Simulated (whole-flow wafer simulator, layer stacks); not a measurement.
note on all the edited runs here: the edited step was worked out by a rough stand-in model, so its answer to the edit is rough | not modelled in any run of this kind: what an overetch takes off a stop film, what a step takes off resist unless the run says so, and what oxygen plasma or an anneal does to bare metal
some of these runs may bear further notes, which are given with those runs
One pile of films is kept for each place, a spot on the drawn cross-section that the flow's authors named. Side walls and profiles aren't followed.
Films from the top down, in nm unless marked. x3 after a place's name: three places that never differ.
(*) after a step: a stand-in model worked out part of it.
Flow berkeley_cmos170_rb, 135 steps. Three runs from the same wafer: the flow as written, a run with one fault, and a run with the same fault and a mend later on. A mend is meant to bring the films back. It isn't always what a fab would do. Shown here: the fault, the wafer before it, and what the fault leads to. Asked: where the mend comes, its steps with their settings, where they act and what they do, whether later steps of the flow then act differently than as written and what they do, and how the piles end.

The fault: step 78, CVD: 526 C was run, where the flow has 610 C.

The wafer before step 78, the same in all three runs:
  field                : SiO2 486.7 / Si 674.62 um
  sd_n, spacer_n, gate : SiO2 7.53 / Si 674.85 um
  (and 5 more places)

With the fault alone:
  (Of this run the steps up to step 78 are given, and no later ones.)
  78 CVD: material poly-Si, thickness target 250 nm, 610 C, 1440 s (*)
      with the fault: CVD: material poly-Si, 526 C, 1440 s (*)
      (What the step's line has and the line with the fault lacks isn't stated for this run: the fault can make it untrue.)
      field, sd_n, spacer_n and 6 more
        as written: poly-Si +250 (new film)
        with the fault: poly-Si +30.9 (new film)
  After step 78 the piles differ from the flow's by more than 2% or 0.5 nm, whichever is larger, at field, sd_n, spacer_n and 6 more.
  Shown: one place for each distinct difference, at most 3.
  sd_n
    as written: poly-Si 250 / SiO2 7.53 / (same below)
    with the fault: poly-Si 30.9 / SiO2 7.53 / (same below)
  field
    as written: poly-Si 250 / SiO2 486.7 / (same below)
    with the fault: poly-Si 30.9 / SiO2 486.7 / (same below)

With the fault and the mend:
  The mend comes after step 78.
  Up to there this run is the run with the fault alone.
  78a ETCH: chemistry tmah, depth target 35.53 nm
      field, sd_n, spacer_n and 6 more
        poly-Si -30.9 (all of it)
  78b CLEAN (*) (the flow's step 74 once more)
      changes no film at any place that is followed
  78c CVD: material poly-Si, thickness target 250 nm, 610 C, 1440 s (*) (the flow's step 78 once more)
      field, sd_n, spacer_n and 6 more
        poly-Si +250 (new film)
  No later step of the flow acts differently than as written, at any place that is followed, by more than 2% or 0.5 nm, whichever is larger.
  At the end the piles are the same as the flow's at every place that both follow.
